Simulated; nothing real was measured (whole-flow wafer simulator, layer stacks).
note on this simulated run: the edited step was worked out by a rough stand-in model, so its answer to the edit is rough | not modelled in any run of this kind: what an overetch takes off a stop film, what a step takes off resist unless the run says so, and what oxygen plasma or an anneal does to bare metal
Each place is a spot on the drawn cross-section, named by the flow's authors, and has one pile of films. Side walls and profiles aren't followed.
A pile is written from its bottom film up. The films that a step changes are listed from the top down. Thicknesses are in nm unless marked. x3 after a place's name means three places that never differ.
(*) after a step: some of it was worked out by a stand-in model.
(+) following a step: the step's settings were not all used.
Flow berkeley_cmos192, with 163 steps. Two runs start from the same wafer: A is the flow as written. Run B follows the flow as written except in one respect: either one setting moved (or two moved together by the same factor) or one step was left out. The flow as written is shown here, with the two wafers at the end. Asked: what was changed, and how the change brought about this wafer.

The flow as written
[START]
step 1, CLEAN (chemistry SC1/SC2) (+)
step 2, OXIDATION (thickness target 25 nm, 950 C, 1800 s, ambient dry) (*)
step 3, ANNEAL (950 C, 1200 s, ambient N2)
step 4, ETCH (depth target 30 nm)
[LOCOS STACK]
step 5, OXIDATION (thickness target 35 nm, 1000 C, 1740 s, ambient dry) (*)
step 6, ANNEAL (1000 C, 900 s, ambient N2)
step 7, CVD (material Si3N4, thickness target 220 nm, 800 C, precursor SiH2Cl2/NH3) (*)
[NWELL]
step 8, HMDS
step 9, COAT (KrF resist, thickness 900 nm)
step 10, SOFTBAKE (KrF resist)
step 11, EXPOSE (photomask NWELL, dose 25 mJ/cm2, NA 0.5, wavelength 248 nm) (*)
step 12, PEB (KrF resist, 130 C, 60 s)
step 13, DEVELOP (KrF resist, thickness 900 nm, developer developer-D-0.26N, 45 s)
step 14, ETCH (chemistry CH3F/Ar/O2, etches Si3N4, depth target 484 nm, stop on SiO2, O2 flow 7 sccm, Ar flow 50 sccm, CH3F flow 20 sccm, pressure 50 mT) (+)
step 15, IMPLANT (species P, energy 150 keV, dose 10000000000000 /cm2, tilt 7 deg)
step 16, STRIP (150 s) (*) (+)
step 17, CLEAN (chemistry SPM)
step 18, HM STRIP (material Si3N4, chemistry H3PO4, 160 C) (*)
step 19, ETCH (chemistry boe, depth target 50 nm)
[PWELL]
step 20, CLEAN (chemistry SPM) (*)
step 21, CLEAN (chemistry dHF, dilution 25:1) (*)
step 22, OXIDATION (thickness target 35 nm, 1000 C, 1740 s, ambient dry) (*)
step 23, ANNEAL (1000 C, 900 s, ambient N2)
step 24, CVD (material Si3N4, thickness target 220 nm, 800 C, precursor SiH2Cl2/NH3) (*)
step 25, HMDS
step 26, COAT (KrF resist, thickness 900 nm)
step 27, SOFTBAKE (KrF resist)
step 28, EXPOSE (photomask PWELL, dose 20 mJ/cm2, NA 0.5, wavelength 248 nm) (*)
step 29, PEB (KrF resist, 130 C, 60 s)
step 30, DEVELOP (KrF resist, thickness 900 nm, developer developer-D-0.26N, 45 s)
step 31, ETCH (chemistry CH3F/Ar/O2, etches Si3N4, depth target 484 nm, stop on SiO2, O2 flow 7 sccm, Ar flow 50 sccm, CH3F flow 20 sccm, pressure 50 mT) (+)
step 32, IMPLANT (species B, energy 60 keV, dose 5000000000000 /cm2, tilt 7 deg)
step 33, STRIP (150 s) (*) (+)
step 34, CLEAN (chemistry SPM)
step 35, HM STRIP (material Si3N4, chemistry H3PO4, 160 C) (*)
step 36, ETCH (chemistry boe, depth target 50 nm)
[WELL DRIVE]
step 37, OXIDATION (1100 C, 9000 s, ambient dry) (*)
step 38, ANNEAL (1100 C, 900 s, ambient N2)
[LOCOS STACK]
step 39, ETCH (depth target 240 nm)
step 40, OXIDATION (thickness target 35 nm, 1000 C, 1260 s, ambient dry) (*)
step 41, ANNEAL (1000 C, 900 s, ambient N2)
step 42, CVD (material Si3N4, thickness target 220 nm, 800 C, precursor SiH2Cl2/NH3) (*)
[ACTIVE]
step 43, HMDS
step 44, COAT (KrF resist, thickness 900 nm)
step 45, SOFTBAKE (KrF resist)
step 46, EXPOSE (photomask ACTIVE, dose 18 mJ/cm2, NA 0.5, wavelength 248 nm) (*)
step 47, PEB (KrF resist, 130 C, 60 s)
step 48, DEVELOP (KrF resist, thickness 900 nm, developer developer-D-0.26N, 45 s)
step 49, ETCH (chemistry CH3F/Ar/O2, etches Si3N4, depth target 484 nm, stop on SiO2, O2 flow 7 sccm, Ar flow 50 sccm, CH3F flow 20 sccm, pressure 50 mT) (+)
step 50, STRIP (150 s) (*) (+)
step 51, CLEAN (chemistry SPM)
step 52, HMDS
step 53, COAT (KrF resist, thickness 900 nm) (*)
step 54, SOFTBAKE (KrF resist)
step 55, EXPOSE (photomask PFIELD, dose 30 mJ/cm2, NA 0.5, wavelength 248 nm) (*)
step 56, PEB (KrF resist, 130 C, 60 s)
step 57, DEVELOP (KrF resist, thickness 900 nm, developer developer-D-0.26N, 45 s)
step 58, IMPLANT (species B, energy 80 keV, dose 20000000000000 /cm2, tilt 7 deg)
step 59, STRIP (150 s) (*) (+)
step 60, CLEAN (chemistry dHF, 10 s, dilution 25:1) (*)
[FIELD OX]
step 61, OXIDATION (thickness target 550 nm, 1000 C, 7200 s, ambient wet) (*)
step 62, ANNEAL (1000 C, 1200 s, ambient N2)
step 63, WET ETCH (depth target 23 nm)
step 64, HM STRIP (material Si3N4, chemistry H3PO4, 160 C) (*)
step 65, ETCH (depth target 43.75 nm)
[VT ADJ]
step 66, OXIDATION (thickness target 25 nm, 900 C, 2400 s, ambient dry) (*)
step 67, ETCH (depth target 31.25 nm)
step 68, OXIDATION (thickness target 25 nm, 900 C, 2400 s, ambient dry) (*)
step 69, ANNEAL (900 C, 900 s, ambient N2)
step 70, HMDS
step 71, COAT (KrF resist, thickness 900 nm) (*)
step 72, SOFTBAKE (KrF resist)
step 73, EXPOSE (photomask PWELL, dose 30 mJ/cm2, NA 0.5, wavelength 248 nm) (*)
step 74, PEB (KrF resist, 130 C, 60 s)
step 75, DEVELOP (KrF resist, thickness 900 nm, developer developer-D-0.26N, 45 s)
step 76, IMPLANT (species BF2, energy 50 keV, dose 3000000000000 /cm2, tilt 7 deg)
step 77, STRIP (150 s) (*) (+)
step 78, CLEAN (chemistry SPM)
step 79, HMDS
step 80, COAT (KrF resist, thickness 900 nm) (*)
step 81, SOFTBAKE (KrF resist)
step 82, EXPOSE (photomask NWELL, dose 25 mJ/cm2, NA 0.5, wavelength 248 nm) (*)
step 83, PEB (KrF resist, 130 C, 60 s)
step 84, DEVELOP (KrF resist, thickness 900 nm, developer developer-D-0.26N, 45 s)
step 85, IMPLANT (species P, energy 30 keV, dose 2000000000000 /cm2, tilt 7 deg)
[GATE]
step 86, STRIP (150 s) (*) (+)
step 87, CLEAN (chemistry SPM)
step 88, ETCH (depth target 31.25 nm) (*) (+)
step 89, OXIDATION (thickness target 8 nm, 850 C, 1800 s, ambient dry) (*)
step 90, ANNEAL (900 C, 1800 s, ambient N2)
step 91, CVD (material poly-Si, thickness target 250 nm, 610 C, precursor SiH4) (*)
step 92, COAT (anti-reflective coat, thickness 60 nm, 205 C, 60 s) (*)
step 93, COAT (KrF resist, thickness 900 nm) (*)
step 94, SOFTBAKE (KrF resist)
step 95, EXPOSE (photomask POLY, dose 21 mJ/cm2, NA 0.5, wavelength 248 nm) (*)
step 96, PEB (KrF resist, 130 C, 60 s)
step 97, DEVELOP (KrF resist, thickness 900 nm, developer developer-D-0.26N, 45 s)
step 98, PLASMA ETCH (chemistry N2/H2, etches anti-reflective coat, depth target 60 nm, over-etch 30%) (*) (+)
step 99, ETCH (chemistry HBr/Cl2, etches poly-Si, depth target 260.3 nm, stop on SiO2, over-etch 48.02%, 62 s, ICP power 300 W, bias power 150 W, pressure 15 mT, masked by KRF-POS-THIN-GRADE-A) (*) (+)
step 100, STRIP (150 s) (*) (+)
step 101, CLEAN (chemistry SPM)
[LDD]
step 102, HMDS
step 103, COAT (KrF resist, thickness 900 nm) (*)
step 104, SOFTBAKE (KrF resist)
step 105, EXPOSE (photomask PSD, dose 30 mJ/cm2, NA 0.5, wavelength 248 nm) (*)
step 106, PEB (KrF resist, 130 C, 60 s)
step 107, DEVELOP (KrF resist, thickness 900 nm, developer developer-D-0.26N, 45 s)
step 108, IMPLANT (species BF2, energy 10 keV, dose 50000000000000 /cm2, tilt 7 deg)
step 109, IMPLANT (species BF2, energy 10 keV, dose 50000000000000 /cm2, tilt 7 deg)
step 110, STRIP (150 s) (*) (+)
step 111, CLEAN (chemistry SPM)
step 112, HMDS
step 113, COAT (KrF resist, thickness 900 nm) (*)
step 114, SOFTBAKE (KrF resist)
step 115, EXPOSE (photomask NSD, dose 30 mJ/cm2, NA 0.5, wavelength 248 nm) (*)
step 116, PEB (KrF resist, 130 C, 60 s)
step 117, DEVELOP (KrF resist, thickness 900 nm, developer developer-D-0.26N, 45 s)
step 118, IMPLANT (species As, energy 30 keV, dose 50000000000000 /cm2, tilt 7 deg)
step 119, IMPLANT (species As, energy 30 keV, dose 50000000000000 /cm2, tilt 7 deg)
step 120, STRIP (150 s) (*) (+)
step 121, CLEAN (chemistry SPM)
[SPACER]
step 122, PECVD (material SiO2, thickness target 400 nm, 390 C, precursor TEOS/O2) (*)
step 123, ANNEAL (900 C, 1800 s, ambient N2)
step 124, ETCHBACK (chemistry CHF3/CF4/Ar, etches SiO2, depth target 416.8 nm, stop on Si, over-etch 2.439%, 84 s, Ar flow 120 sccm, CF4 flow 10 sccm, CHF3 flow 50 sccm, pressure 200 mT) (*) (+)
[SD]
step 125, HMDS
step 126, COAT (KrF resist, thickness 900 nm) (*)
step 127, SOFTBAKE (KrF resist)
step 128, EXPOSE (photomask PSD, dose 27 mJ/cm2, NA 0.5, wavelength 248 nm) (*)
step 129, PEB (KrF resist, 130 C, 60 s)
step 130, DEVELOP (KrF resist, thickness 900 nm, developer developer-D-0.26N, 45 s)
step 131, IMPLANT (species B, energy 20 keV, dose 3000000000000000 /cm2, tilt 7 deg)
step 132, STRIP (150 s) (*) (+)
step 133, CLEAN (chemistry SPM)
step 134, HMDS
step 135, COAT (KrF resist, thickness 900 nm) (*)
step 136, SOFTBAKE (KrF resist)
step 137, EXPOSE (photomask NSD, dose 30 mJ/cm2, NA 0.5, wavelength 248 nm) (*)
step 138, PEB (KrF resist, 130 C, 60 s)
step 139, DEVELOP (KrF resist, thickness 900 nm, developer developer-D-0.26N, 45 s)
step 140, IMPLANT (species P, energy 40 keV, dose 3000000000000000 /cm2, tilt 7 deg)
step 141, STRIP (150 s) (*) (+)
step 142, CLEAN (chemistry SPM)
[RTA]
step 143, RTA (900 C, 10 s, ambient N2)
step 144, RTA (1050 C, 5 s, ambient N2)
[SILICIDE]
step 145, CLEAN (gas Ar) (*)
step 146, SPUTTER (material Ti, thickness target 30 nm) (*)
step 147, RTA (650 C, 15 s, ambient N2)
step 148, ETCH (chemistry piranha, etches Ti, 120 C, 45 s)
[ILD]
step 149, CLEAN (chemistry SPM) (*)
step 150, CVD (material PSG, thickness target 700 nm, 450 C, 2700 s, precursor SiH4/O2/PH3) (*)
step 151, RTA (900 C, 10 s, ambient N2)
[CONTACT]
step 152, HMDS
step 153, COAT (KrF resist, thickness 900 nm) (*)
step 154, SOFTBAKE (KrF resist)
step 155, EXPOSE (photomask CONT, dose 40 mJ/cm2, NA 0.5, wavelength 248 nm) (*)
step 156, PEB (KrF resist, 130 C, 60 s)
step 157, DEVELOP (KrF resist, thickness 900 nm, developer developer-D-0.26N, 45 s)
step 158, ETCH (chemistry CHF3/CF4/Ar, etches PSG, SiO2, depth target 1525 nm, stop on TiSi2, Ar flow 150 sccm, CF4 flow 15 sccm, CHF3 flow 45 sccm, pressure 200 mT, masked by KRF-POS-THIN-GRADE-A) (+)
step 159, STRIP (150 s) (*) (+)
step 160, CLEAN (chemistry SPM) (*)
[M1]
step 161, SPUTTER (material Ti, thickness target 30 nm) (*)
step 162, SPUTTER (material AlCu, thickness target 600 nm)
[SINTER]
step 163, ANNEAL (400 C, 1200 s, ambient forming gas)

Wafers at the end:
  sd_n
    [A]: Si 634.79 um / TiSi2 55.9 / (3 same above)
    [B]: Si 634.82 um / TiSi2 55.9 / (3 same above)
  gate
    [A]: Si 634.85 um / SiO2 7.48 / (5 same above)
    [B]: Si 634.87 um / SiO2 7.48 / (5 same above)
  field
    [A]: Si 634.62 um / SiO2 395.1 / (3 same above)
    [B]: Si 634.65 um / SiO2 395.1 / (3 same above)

What caused this: step 37, OXIDATION: 5400 s was run, while the flow as written has 9000 s.

Step by step, how the change led to this:
  step 37, OXIDATION (1100 C, 9000 s, ambient dry) (*)
      field, sd_n, spacer_n and 6 more: A SiO2 gains 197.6 (new film), Si loses 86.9 | B SiO2 gains 144.5 (new film), Si loses 63.6
  step 39, ETCH (depth target 240 nm)
      field, sd_n, spacer_n and 6 more: A SiO2 loses 197.6 (all of it) | B SiO2 loses 144.5 (all of it)
